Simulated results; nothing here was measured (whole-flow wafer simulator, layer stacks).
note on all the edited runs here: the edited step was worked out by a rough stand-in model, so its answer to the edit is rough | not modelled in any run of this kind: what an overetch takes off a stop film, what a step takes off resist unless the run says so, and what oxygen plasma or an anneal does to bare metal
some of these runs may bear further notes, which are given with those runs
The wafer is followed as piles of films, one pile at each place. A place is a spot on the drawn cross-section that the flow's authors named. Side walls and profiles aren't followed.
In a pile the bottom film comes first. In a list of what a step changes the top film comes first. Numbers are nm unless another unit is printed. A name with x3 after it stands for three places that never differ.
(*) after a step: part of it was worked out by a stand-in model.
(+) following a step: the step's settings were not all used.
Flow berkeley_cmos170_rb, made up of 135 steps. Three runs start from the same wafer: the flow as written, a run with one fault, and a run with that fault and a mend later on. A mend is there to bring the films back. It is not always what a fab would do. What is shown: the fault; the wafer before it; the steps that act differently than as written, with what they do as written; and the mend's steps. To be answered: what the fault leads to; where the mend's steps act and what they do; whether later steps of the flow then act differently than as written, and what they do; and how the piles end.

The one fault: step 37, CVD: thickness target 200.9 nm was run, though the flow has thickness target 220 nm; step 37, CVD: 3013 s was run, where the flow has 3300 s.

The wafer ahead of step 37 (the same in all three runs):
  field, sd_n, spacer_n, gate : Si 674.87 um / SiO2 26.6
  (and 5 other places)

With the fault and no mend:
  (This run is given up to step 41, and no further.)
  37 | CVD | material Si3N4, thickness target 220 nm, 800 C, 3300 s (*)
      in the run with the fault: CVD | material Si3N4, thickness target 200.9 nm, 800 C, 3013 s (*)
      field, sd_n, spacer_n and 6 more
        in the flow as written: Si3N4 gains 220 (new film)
        in the run with the fault: Si3N4 gains 200.9 (new film)
  Every later step of the flow up to step 41 that is run acts as written at every place that is followed.
  The piles after step 41 differ from the flow's at field, sd_n, spacer_n and 6 more by more than 2% or 0.5 nm, whichever is larger.
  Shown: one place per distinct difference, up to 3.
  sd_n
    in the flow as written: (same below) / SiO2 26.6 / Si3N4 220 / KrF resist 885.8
    in the run with the fault: (same below) / SiO2 26.6 / Si3N4 200.9 / KrF resist 885.8
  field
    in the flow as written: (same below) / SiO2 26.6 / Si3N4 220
    in the run with the fault: (same below) / SiO2 26.6 / Si3N4 200.9

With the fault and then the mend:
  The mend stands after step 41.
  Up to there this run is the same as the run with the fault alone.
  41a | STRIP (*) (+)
      sd_n, spacer_n, gate, sd_p, spacer_p, gate_p, contact, m1
        KrF resist loses 885.8 (all of it)
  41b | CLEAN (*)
      alters no film at any place that is followed
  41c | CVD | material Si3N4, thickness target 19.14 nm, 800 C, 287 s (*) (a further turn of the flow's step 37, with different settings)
      field, sd_n, spacer_n and 6 more
        Si3N4 gains 19.1
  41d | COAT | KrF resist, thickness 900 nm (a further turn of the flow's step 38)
      field, sd_n, spacer_n and 6 more
        KrF resist gains 900 (new film)
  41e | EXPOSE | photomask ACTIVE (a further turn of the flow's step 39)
      alters no film at any place that is followed
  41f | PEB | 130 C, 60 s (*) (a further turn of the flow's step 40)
      alters no film at any place that is followed
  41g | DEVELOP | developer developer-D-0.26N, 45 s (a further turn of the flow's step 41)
      sd_n, spacer_n, gate, sd_p, spacer_p, gate_p, contact, m1
        KrF resist loses 14.2
      field
        KrF resist loses 900 (all of it)
  Every later step of the flow that is run acts as written, at every place that is followed, to within 2% or 0.5 nm, whichever is larger.
  At every place that both follow, the piles at the end match the flow's.
